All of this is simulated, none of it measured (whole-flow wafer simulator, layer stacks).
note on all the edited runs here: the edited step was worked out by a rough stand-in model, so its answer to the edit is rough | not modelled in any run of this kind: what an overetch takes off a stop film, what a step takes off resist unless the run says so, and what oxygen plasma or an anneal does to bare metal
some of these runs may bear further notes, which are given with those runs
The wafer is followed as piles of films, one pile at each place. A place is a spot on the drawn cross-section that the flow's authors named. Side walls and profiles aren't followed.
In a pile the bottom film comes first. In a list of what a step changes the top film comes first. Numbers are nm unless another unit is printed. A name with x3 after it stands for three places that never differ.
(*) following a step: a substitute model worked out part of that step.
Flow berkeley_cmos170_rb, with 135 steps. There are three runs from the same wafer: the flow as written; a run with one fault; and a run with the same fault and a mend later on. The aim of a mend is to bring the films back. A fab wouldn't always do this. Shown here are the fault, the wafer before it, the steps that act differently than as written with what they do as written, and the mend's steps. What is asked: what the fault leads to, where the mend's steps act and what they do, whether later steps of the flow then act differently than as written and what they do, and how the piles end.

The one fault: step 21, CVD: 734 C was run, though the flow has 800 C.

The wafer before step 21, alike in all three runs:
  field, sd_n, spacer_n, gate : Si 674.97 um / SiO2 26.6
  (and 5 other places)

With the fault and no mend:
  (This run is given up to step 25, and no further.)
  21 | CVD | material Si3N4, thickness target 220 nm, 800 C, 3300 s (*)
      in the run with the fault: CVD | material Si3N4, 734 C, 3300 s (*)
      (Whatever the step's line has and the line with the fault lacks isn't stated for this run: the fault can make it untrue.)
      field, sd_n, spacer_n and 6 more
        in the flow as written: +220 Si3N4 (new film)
        in the run with the fault: +73.2 Si3N4 (new film)
  Later steps of the flow up to step 25 that are run all act as written at every place that is followed.
  After step 25, at field, sd_n, spacer_n and 6 more, the piles differ from the flow's by more than 2% or 0.5 nm, whichever is larger.
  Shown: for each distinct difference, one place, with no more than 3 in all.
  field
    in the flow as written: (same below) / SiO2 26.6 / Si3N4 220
    in the run with the fault: (same below) / SiO2 26.6 / Si3N4 73.2
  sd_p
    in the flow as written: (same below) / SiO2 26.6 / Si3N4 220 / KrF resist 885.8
    in the run with the fault: (same below) / SiO2 26.6 / Si3N4 73.2 / KrF resist 885.8

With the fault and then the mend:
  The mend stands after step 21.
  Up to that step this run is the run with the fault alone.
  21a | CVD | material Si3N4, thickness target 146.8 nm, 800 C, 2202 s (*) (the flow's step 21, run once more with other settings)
      field, sd_n, spacer_n and 6 more
        +146.8 Si3N4
  Later steps of the flow that are run all act as written at every place that is followed.
  By the end, the piles equal the flow's at every place that both follow.
